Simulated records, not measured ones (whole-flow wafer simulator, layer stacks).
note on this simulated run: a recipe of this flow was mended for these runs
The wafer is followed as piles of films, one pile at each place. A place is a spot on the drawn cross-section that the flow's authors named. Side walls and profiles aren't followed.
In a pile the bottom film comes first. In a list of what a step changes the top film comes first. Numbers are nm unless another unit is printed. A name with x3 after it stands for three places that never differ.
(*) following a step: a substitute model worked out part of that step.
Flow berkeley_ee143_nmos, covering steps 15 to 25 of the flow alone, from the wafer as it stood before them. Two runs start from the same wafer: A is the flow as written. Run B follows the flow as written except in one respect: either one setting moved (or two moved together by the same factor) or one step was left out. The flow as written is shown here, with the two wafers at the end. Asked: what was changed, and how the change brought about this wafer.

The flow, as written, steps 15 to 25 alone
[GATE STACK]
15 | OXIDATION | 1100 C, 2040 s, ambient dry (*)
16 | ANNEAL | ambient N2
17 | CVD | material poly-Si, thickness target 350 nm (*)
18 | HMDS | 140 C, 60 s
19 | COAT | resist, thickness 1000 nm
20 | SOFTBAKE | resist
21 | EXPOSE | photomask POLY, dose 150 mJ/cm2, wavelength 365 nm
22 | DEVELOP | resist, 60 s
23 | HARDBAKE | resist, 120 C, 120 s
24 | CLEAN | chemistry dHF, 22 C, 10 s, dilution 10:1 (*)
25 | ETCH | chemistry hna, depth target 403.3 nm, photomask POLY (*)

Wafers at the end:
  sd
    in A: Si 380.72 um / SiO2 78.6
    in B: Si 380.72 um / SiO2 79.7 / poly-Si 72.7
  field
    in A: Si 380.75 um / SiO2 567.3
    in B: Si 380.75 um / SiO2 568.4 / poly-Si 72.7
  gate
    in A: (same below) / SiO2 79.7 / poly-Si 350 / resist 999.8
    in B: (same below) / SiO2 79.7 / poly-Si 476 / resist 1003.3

Cause: step 17, CVD: thickness target 476 nm was run, whereas the flow has thickness target 350 nm.
The wafer lets one read it off: gate has poly-Si 476, and step 17 as written asks for 350 nm.

Step by step, how the change led to this:
  17 | CVD | material poly-Si, thickness target 350 nm (*)
      gate, sd, contact, field: A poly-Si gains 350 (new film) | B poly-Si gains 476 (new film)
  25 | ETCH | chemistry hna, depth target 403.3 nm, photomask POLY (*)
      sd, contact, field: A poly-Si loses 350 (all of it), SiO2 loses 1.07 | B poly-Si loses 403.3
